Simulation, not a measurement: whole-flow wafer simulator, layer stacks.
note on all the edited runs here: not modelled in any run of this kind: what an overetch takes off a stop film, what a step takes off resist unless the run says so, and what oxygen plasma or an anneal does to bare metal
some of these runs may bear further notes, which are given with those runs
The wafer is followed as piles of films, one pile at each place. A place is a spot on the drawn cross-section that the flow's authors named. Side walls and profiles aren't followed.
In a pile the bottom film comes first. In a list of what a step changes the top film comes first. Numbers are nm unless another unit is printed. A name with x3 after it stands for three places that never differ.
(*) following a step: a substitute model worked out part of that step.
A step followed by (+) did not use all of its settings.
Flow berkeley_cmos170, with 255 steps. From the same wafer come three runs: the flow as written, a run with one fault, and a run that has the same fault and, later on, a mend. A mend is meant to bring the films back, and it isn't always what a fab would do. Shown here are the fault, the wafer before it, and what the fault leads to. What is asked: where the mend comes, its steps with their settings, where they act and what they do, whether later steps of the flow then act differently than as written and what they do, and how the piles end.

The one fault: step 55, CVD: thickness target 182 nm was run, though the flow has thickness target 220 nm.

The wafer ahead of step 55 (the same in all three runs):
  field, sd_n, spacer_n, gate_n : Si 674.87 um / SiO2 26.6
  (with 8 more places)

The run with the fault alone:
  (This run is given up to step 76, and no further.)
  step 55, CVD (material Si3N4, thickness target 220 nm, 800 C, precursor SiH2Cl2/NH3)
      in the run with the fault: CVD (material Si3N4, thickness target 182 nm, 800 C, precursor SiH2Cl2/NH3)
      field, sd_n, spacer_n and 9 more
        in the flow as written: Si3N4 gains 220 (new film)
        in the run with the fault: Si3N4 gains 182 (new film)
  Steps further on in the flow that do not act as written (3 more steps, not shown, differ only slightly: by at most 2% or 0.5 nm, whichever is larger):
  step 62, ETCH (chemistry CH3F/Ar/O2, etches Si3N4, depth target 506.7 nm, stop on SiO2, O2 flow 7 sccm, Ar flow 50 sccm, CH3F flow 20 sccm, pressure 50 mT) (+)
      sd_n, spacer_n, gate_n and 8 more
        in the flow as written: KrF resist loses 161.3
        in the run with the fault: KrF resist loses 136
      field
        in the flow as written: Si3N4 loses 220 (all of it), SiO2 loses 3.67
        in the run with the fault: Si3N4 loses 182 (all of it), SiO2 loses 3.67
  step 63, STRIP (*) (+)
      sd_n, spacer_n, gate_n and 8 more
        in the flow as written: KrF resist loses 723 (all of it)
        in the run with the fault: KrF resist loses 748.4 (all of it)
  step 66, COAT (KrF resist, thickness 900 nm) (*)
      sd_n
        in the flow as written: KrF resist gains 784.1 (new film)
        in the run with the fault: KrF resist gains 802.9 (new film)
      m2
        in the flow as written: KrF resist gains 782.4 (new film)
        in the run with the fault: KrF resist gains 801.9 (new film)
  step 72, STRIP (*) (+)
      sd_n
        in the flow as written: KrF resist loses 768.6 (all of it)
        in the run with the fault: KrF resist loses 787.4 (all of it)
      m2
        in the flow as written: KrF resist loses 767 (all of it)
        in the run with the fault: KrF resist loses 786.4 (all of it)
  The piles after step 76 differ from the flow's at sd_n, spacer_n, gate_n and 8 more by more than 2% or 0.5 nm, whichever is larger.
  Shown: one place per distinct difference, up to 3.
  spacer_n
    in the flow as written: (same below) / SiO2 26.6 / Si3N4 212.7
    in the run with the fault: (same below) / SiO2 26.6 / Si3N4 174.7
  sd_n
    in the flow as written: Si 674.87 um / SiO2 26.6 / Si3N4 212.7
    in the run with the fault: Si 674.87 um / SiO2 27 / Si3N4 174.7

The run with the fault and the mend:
  The mend stands after step 55.
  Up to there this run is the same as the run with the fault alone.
  step 55a, CVD (material Si3N4, thickness target 38 nm, 800 C, precursor SiH2Cl2/NH3) (the flow's step 55, run once more with other settings)
      field, sd_n, spacer_n and 9 more
        Si3N4 gains 38
  None of the later steps of the flow acts differently than as written at any place that is followed.
  By the end, the piles equal the flow's at every place that both follow.
